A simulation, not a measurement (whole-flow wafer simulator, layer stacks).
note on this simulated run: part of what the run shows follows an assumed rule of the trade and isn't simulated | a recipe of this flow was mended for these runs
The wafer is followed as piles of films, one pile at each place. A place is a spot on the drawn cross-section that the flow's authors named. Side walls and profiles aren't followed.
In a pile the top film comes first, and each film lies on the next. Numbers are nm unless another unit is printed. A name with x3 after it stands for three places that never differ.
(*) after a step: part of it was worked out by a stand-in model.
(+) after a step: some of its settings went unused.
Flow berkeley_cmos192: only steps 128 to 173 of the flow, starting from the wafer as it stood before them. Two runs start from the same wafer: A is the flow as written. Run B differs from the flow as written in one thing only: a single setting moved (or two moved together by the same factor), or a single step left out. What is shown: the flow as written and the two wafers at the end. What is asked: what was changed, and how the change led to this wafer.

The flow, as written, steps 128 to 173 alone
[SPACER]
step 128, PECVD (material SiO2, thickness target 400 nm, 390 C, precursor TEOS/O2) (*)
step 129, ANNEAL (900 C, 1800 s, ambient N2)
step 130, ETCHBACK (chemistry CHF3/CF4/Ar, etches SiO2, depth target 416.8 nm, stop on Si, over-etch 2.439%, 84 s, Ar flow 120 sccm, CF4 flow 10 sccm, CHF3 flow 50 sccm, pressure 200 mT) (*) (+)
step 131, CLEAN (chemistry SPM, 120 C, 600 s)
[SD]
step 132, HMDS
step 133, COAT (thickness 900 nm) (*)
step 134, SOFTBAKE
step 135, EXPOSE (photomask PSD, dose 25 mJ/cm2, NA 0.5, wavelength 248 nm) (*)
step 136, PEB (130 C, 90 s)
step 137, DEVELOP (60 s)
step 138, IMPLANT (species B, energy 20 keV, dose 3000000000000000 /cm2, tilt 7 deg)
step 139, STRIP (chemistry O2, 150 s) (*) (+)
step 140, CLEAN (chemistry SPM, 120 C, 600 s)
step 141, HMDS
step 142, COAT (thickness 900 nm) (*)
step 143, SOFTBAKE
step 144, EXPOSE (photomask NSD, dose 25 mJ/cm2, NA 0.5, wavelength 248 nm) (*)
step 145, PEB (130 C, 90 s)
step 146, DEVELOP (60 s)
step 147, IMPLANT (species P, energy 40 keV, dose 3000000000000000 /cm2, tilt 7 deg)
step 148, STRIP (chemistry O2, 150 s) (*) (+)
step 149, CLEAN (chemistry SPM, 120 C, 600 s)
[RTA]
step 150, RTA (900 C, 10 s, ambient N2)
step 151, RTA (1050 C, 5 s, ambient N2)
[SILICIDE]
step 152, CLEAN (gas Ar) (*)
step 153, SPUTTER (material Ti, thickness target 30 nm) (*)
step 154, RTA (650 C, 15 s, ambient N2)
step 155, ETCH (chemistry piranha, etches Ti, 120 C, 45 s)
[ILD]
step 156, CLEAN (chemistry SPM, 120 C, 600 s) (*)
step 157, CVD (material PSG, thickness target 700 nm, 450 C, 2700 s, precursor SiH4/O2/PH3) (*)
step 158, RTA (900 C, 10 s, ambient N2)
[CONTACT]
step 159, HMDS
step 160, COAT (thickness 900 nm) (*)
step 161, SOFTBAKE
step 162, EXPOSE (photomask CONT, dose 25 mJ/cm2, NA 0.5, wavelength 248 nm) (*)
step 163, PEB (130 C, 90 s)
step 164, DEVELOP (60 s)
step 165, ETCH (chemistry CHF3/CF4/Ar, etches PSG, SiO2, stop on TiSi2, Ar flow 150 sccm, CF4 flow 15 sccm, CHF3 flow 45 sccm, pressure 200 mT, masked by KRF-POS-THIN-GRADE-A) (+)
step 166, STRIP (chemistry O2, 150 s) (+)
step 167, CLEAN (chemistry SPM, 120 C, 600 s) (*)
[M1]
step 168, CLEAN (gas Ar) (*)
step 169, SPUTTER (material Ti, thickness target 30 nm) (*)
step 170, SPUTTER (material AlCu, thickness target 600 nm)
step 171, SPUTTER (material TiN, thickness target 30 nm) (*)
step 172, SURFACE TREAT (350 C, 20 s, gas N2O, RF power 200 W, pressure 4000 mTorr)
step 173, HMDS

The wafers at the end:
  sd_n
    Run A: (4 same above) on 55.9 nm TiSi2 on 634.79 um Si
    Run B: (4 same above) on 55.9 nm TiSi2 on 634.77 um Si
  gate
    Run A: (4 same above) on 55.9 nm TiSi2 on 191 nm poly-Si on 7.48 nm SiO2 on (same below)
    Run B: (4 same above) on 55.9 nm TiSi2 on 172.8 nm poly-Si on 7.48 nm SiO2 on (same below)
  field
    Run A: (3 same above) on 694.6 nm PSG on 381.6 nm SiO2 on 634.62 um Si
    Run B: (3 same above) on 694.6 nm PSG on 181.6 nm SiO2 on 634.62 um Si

What caused this: step 128, PECVD: thickness target 200 nm was run, whereas the flow has thickness target 400 nm.

How this came from the change, step by step:
  step 128, PECVD (material SiO2, thickness target 400 nm, 390 C, precursor TEOS/O2) (*)
      field, sd_n, contact, m1: A +400 SiO2 | B +200 SiO2
      spacer_n, sd_p, spacer_p: A +386.5 SiO2 | B +193.7 SiO2
      (and at 2 other places as well)
  step 130, ETCHBACK (chemistry CHF3/CF4/Ar, etches SiO2, depth target 416.8 nm, stop on Si, over-etch 2.439%, 84 s, Ar flow 120 sccm, CF4 flow 10 sccm, CHF3 flow 50 sccm, pressure 200 mT) (*) (+)
      spacer_n, spacer_p: A -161 SiO2 | B nothing
      gate, gate_p: A -400 SiO2 (all of it), -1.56 chemical SiO2 (all of it), -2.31 poly-Si | B -200 SiO2 (all of it), -1.56 chemical SiO2 (all of it), -20.5 poly-Si
      (and at 4 other places as well)
  step 133, COAT (thickness 900 nm) (*)
      field: A +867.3 KrF-resist (new film) | B +912.2 KrF-resist (new film)
      sd_n: A +993.2 KrF-resist (new film) | B +894.3 KrF-resist (new film)
      (and at 7 other places as well)
  step 137, DEVELOP (60 s)
      sd_p: A -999 KrF-resist (all of it) | B -919 KrF-resist (all of it)
      spacer_p: A -778.4 KrF-resist (all of it) | B -727.3 KrF-resist (all of it)
      (and at 1 other place as well)
  step 139, STRIP (chemistry O2, 150 s) (*) (+)
      field: A -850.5 KrF-resist (all of it) | B -895.2 KrF-resist (all of it)
      sd_n: A -976 KrF-resist (all of it), +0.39 chemical SiO2, -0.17 Si | B -877.4 KrF-resist (all of it), +0.4 chemical SiO2, -0.18 Si
      (and at 4 other places as well)
  step 142, COAT (thickness 900 nm) (*)
      field: A +867.4 KrF-resist (new film) | B +912.4 KrF-resist (new film)
      sd_n: A +993.1 KrF-resist (new film) | B +894.2 KrF-resist (new film)
      (and at 7 other places as well)
  step 146, DEVELOP (60 s)
      sd_n: A -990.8 KrF-resist (all of it) | B -892.2 KrF-resist (all of it)
      spacer_n: A -783.7 KrF-resist (all of it) | B -726.9 KrF-resist (all of it)
      (and at 3 other places as well)
  step 148, STRIP (chemistry O2, 150 s) (*) (+)
      field: A -850.5 KrF-resist (all of it) | B -895.4 KrF-resist (all of it)
      sd_p: A -983.9 KrF-resist (all of it), +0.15 chemical SiO2, -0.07 Si | B -903.9 KrF-resist (all of it), +0.16 chemical SiO2, -0.07 Si
      (and at 2 other places as well)
  step 153, SPUTTER (material Ti, thickness target 30 nm) (*)
      sd_p: A +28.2 Ti (new film) | B +30 Ti (new film)
  step 154, RTA (650 C, 15 s, ambient N2)
      sd_p: A -22 Ti, +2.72 TiSi first (new film), +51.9 TiSi2 C49 (new film), -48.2 Si | B -23.4 Ti, +6.2 TiSi first (new film), +50.3 TiSi2 C49 (new film), -49 Si
  step 157, CVD (material PSG, thickness target 700 nm, 450 C, 2700 s, precursor SiH4/O2/PH3) (*)
      sd_p: A +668 PSG (new film) | B +700 PSG (new film)
  step 158, RTA (900 C, 10 s, ambient N2)
      sd_p: A under 1 film: +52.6 TiSi2 (new film), -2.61 TiSi first (all of it), -51.9 TiSi2 C49 (all of it), -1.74 Si | B under 1 film: +55.9 TiSi2 (new film), -6.09 TiSi first (all of it), -50.3 TiSi2 C49 (all of it), -4.05 Si
  step 160, COAT (thickness 900 nm) (*)
      field: A +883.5 KrF-resist (new film) | B +922.2 KrF-resist (new film)
      sd_n: A +995.6 KrF-resist (new film) | B +893.9 KrF-resist (new film)
      (and at 7 other places as well)
  step 164, DEVELOP (60 s)
      contact: A -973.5 KrF-resist (all of it) | B -892.3 KrF-resist (all of it)
  step 166, STRIP (chemistry O2, 150 s) (+)
      field: A -672.6 KrF-resist (all of it) | B -711.2 KrF-resist (all of it)
      sd_n: A -784.4 KrF-resist (all of it) | B -682.9 KrF-resist (all of it)
      (and at 6 other places as well)
  step 169, SPUTTER (material Ti, thickness target 30 nm) (*)
      sd_p: A +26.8 Ti (new film) | B +30 Ti (new film)
  ... 1 further step ...
  step 171, SPUTTER (material TiN, thickness target 30 nm) (*)
      sd_p: A +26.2 TiN (new film) | B +30 TiN (new film)
